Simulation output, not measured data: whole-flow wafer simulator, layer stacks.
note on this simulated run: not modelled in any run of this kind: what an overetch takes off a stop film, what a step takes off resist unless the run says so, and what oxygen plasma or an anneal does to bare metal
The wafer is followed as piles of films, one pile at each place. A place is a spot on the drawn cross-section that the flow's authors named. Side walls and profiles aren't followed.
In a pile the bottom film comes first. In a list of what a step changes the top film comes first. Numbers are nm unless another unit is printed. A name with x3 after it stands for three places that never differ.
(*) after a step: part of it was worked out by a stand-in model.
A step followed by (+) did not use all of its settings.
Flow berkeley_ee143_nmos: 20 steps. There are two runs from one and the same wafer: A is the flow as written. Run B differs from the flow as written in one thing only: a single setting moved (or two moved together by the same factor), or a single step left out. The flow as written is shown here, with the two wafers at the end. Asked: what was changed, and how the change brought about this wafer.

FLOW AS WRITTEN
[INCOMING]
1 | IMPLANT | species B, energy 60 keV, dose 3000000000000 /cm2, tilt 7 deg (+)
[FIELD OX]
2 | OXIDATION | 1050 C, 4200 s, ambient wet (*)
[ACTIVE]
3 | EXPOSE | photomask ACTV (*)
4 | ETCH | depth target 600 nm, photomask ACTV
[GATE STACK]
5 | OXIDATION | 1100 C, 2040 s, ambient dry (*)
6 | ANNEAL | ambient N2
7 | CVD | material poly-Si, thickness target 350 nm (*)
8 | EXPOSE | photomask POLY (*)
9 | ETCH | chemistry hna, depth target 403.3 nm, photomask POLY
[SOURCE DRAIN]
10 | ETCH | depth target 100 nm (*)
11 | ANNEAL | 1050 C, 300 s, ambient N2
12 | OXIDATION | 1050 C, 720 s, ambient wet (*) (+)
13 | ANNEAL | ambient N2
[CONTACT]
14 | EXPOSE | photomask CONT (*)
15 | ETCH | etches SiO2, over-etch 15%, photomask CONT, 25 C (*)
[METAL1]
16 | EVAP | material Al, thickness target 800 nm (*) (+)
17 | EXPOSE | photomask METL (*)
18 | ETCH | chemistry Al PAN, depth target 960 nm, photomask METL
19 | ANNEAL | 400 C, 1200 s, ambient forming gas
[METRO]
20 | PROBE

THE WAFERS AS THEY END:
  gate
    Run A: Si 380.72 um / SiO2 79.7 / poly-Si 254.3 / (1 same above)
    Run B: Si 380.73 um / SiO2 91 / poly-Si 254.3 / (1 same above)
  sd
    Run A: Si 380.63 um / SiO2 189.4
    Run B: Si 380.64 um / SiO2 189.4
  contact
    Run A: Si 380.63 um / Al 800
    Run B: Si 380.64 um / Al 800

Cause: step 4, ETCH: depth target 532 nm was run, though the flow has depth target 600 nm.

The path from the change to this, step by step:
  4 | ETCH | depth target 600 nm, photomask ACTV
      gate, sd, contact: A -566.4 SiO2 (all of it) | B -532 SiO2
  5 | OXIDATION | 1100 C, 2040 s, ambient dry (*)
      gate, sd, contact: A +79.7 SiO2 (new film), -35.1 Si | B +56.6 SiO2, -24.9 Si
  10 | ETCH | depth target 100 nm (*)
      sd, contact: A -79.7 SiO2 (all of it) | B -91 SiO2 (all of it)
